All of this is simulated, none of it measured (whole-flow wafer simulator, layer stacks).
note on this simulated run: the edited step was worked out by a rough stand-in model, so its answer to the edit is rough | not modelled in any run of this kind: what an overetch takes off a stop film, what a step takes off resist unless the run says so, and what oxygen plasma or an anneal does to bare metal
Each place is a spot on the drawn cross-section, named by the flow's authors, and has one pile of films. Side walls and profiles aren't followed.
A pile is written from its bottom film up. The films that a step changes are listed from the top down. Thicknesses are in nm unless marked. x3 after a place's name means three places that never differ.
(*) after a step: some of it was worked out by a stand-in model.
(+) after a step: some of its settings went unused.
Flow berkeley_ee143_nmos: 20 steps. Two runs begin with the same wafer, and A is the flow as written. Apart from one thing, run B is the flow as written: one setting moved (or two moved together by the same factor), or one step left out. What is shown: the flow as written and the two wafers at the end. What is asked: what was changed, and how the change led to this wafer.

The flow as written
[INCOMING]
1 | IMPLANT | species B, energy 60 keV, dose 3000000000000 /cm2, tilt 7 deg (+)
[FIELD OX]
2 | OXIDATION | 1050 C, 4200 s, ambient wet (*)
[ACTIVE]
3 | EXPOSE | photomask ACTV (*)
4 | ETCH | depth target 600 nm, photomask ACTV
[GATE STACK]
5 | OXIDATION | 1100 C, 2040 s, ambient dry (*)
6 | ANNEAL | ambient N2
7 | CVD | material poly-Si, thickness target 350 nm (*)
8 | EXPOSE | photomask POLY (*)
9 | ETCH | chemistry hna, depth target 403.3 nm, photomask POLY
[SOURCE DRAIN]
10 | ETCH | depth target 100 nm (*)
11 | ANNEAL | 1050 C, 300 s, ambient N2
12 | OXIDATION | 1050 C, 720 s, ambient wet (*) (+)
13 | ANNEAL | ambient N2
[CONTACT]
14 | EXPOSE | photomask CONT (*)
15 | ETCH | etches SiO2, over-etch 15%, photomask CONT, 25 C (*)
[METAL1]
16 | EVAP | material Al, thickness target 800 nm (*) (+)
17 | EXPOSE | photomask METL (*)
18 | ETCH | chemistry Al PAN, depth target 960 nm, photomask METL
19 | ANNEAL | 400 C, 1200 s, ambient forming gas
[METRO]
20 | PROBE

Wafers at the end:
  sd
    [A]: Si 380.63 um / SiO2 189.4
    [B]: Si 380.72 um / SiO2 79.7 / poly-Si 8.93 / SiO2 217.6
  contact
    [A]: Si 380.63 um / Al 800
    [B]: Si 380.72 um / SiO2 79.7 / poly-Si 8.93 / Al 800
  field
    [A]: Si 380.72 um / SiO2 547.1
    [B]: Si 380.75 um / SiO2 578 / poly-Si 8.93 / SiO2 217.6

Cause: step 7, CVD: thickness target 508 nm was run, whereas the flow has thickness target 350 nm.

Step by step, how the change led to this:
  7 | CVD | material poly-Si, thickness target 350 nm (*)
      gate, sd, contact, field: A poly-Si gains 350 (new film) | B poly-Si gains 508 (new film)
  9 | ETCH | chemistry hna, depth target 403.3 nm, photomask POLY
      sd, contact, field: A poly-Si loses 350 (all of it) | B poly-Si loses 403.3
  10 | ETCH | depth target 100 nm (*)
      sd, contact: A SiO2 loses 79.7 (all of it) | B nothing
      field: A SiO2 loses 100 | B nothing
  12 | OXIDATION | 1050 C, 720 s, ambient wet (*) (+)
      sd, contact: A SiO2 gains 189.4 (new film), Si loses 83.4 | B SiO2 gains 217.6 (new film), poly-Si loses 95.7
      field: A SiO2 gains 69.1, Si loses 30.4 | B SiO2 gains 217.6 (new film), poly-Si loses 95.7
  15 | ETCH | etches SiO2, over-etch 15%, photomask CONT, 25 C (*)
      contact: A SiO2 loses 189.4 (all of it) | B SiO2 loses 217.6 (all of it)
